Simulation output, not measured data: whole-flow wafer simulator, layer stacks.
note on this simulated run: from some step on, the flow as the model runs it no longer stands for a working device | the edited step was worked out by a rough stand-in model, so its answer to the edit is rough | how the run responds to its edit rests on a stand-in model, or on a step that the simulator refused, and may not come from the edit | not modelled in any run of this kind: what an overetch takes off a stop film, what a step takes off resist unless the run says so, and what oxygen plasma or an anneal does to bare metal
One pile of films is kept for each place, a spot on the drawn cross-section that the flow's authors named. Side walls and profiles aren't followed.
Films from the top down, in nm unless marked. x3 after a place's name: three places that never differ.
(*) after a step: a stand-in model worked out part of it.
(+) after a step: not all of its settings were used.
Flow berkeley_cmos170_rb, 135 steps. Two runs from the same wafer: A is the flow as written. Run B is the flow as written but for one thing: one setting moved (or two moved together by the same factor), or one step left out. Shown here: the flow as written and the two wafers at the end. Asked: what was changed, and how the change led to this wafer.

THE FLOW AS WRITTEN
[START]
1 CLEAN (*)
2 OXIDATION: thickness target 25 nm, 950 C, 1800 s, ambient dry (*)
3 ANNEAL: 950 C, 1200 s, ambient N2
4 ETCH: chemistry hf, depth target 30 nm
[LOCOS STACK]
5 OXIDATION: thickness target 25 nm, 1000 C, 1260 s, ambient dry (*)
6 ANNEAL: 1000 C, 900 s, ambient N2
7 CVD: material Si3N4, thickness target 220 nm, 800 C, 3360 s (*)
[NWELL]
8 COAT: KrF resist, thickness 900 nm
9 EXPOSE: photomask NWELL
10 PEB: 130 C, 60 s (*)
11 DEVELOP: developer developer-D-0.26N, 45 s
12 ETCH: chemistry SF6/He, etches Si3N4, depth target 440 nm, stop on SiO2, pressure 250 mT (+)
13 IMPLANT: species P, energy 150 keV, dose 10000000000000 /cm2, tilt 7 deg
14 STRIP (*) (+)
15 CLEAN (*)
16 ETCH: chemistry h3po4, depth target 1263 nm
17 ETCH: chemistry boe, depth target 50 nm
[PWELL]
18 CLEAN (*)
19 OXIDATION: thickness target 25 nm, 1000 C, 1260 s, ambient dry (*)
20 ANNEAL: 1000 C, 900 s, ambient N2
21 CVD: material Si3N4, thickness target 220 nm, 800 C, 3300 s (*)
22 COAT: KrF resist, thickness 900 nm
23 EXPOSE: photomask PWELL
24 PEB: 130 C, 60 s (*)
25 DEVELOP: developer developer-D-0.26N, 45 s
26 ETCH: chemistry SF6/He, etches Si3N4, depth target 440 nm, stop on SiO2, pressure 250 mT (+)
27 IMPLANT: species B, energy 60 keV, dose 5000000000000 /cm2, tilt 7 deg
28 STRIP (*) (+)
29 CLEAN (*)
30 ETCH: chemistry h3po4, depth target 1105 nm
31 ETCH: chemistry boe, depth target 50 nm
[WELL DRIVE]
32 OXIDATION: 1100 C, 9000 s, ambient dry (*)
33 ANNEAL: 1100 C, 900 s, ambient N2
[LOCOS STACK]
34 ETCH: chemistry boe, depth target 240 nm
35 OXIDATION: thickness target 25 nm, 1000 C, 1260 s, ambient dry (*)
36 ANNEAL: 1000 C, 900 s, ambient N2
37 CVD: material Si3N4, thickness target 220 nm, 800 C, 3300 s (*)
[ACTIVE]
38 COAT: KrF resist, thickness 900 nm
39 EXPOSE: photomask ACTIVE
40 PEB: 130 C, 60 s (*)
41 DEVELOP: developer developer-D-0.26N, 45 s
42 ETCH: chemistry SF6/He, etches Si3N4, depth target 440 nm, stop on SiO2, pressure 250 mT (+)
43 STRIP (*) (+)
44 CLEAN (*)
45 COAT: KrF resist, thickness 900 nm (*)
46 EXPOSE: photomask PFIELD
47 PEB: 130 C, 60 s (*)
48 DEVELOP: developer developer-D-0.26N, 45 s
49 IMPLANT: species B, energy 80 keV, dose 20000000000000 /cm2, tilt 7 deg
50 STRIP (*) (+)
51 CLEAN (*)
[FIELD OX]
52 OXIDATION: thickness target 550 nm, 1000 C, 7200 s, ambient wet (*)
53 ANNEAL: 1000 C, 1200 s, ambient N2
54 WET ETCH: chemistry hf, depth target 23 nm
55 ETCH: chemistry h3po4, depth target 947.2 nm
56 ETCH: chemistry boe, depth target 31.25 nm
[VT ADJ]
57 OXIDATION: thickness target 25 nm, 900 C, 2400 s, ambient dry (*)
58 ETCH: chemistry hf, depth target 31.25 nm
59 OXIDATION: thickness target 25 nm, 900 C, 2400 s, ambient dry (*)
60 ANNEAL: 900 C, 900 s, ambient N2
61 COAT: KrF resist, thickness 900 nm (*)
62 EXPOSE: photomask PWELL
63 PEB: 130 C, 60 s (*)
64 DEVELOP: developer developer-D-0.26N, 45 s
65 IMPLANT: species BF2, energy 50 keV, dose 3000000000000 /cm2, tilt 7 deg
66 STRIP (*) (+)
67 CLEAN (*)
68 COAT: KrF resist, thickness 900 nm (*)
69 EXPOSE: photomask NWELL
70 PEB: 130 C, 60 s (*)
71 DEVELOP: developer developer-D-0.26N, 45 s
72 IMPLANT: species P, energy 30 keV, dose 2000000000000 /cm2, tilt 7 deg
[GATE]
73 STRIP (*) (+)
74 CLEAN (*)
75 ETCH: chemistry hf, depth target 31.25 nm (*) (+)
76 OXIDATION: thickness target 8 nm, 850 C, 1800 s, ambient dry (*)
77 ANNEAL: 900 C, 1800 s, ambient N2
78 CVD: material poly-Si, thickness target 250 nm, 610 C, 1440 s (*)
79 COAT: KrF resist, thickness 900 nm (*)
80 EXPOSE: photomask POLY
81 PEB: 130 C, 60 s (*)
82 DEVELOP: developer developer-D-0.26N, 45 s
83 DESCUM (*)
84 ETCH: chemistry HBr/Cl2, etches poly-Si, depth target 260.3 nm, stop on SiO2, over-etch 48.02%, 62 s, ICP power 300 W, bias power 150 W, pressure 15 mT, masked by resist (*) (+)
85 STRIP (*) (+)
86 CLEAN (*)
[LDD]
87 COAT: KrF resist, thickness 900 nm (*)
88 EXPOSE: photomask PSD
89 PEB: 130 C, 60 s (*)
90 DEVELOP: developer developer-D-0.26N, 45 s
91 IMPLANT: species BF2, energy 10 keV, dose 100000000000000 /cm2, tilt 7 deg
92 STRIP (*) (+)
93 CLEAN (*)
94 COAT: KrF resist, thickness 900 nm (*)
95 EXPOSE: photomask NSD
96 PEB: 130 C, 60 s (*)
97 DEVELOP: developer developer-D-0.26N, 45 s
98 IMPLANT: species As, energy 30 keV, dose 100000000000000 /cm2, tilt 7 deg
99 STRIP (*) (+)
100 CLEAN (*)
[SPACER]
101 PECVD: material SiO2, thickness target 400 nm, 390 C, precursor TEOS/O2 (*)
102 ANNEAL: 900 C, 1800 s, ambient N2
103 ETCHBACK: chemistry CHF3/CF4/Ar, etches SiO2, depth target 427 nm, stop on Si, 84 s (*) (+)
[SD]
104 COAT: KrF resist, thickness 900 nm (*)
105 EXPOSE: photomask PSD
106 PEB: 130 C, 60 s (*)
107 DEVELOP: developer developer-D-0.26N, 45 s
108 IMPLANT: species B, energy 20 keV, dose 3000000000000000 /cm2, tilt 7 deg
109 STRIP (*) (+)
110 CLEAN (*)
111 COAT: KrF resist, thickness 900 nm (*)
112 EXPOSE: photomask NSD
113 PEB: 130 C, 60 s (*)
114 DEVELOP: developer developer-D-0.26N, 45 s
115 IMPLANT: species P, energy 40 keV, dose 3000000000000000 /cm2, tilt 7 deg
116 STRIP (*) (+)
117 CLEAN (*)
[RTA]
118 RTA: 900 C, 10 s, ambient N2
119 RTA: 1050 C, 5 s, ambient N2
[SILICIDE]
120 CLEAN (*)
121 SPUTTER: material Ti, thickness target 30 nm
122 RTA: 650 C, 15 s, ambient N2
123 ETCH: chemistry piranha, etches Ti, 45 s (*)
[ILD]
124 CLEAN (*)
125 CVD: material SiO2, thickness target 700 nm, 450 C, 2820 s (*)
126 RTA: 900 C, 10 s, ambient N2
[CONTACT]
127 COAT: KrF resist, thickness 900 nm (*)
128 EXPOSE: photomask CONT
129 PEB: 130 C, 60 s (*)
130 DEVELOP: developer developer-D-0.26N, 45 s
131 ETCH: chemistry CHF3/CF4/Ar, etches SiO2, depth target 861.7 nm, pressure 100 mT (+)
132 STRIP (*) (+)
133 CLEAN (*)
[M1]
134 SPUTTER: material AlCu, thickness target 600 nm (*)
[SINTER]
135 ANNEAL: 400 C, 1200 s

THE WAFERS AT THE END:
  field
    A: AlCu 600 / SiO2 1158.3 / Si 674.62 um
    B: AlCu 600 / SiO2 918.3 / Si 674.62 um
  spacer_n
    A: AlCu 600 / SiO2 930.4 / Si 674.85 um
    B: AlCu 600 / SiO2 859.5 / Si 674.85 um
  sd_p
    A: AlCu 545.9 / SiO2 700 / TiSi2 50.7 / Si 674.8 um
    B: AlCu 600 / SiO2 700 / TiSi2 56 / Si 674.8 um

The cause: step 101, PECVD: thickness target 160 nm was run, where the flow has thickness target 400 nm.

How the change led to this, step by step:
  101 PECVD: material SiO2, thickness target 400 nm, 390 C, precursor TEOS/O2 (*)
      field, sd_n, contact, m1: A SiO2 +400 | B SiO2 +160
      gate, gate_p: A SiO2 +400 (new film) | B SiO2 +160 (new film)
      (and at 3 more places)
  103 ETCHBACK: chemistry CHF3/CF4/Ar, etches SiO2, depth target 427 nm, stop on Si, 84 s (*) (+)
      spacer_n, spacer_p: A SiO2 -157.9 | B nothing
      sd_n, contact, m1: A SiO2 -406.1 (all of it) | B SiO2 -166.1 (all of it)
      (and at 3 more places)
  104 COAT: KrF resist, thickness 900 nm (*)
      field: A KrF resist +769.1 (new film) | B KrF resist +928 (new film)
      sd_n: A KrF resist +982.1 (new film) | B KrF resist +908.1 (new film)
      (and at 7 more places)
  107 DEVELOP: developer developer-D-0.26N, 45 s
      sd_p: A KrF resist -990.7 (all of it) | B KrF resist -927.2 (all of it)
      spacer_p: A KrF resist -767.7 (all of it) | B KrF resist -790.3 (all of it)
      (and at 1 more place)
  109 STRIP (*) (+)
      field: A KrF resist -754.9 (all of it) | B KrF resist -913.8 (all of it)
      sd_n: A KrF resist -967.9 (all of it) | B KrF resist -893.9 (all of it)
      (and at 4 more places)
  111 COAT: KrF resist, thickness 900 nm (*)
      field: A KrF resist +769.1 (new film) | B KrF resist +928 (new film)
      sd_n: A KrF resist +982.1 (new film) | B KrF resist +908.1 (new film)
      (and at 7 more places)
  114 DEVELOP: developer developer-D-0.26N, 45 s
      sd_n: A KrF resist -982.1 (all of it) | B KrF resist -908.1 (all of it)
      spacer_n: A KrF resist -766.3 (all of it) | B KrF resist -790.1 (all of it)
      (and at 2 more places)
  116 STRIP (*) (+)
      field: A KrF resist -754.9 (all of it) | B KrF resist -913.8 (all of it)
      sd_p: A KrF resist -976.5 (all of it) | B KrF resist -913 (all of it)
      (and at 3 more places)
  121 SPUTTER: material Ti, thickness target 30 nm
      sd_p: A Ti +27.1 (new film) | B Ti +30 (new film)
  122 RTA: 650 C, 15 s, ambient N2
      sd_p: A Ti -21.1, TiSi first +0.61 (new film), TiSi2 C49 +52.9 (new film), Si -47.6 | B Ti -23.4, TiSi first +6.2 (new film), TiSi2 C49 +50.3 (new film), Si -49
  123 ETCH: chemistry piranha, etches Ti, 45 s (*)
      sd_p: A Ti -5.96 (all of it) | B Ti -6.6 (all of it)
  126 RTA: 900 C, 10 s, ambient N2
      sd_p: A under 1 film: TiSi2 +50.7 (new film), TiSi first -0.61 (all of it), TiSi2 C49 -52.9 (all of it), Si -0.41 | B under 1 film: TiSi2 +56 (new film), TiSi first -6.2 (all of it), TiSi2 C49 -50.3 (all of it), Si -4.12
  127 COAT: KrF resist, thickness 900 nm (*)
      field: A KrF resist +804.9 (new film) | B KrF resist +944.8 (new film)
      sd_n: A KrF resist +1010 (new film) | B KrF resist +919.2 (new film)
      (and at 5 more places)
  130 DEVELOP: developer developer-D-0.26N, 45 s
      contact: A KrF resist -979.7 (all of it) | B KrF resist -916.4 (all of it)
  132 STRIP (*) (+)
      field: A KrF resist -575.3 (all of it) | B KrF resist -715.1 (all of it)
      sd_n: A KrF resist -780.4 (all of it) | B KrF resist -689.5 (all of it)
      (and at 4 more places)
  134 SPUTTER: material AlCu, thickness target 600 nm (*)
      sd_p: A AlCu +545.9 (new film) | B AlCu +600 (new film)
